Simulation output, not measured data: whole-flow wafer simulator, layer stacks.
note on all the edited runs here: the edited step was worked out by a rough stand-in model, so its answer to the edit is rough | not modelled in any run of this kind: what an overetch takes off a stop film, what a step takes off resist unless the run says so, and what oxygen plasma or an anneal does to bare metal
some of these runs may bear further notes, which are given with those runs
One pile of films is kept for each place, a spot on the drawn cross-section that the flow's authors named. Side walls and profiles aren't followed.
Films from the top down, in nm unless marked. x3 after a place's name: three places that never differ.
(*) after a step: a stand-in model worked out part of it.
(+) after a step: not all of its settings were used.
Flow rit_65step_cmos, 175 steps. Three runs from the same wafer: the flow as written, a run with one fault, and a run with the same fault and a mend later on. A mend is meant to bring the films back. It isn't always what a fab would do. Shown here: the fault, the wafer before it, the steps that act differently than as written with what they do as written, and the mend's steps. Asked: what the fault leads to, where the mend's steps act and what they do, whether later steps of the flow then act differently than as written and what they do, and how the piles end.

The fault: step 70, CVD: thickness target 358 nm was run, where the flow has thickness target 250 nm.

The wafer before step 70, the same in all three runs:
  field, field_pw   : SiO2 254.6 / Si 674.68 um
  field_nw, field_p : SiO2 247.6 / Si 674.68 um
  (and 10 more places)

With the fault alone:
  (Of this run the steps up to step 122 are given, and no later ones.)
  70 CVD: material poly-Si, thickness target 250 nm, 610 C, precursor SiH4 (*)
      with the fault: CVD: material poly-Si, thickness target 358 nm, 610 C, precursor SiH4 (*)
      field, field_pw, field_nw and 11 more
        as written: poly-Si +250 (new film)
        with the fault: poly-Si +358 (new film)
  Later steps of the flow that act differently than as written (3 more steps differ only slightly, by at most 2% or 0.5 nm, whichever is larger, and aren't shown):
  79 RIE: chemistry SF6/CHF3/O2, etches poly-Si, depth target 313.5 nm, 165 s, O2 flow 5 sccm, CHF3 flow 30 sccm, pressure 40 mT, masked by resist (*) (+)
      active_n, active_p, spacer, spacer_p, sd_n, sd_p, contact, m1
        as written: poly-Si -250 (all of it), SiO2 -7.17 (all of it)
        with the fault: poly-Si -313.5
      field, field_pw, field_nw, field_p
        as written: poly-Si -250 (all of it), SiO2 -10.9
        with the fault: poly-Si -313.5
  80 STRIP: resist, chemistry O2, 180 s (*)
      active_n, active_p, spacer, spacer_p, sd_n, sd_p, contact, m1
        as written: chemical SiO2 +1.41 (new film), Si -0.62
        with the fault: chemical SiO2 +1.41 (new film), poly-Si -0.62
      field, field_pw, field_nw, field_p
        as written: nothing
        with the fault: chemical SiO2 +1.41 (new film), poly-Si -0.62
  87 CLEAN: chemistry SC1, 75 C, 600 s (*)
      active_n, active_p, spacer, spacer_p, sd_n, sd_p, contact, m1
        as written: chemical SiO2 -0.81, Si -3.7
        with the fault: chemical SiO2 -0.81, poly-Si -3.7
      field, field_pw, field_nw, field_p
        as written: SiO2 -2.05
        with the fault: chemical SiO2 -0.81, poly-Si -3.7
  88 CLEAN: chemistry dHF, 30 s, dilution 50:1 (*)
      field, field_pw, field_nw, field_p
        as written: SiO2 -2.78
        with the fault: chemical SiO2 -0.6 (all of it)
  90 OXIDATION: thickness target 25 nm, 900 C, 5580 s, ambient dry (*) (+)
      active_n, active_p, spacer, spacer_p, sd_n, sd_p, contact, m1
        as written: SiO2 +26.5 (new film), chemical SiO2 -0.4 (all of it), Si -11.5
        with the fault: SiO2 +28.9 (new film), chemical SiO2 -0.4 (all of it), poly-Si -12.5
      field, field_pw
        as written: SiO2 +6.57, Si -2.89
        with the fault: SiO2 +28.9 (new film), chemical SiO2 -0.4 (all of it), poly-Si -12.5
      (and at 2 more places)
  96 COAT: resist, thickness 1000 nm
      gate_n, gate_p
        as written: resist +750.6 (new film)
        with the fault: resist +700.9 (new film)
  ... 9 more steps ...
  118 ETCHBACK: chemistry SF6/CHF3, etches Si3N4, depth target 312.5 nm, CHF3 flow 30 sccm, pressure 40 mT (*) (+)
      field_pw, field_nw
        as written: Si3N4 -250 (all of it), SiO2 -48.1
        with the fault: Si3N4 -250 (all of it), SiO2 -24.1 (all of it), poly-Si -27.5 (all of it), SiO2 -10.7
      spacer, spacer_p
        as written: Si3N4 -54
        with the fault: Si3N4 +0.96
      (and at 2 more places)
  After step 122 the piles differ from the flow's by more than 2% or 0.5 nm, whichever is larger, at field, field_pw, field_nw, field_p, gate_n, gate_p, spacer, spacer_p.
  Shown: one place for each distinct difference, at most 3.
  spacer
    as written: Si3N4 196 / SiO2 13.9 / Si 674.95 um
    with the fault: Si3N4 251 / SiO2 16.3 / poly-Si 27.5 / SiO2 7.17 / Si 674.97 um
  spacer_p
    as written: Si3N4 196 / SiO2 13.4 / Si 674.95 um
    with the fault: Si3N4 251 / SiO2 15.7 / poly-Si 27.5 / SiO2 7.17 / Si 674.97 um
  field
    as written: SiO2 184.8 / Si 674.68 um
    with the fault: SiO2 236.2 / Si 674.68 um

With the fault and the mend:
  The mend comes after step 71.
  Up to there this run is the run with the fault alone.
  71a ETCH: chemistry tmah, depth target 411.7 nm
      field, field_pw, field_nw and 11 more
        poly-Si -358 (all of it)
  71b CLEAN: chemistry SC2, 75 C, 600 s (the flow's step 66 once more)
      changes no film at any place that is followed
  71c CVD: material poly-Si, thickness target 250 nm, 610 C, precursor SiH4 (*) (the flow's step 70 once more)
      field, field_pw, field_nw and 11 more
        poly-Si +250 (new film)
  No later step of the flow acts differently than as written at any place that is followed.
  At the end the piles are the same as the flow's at every place that both follow.
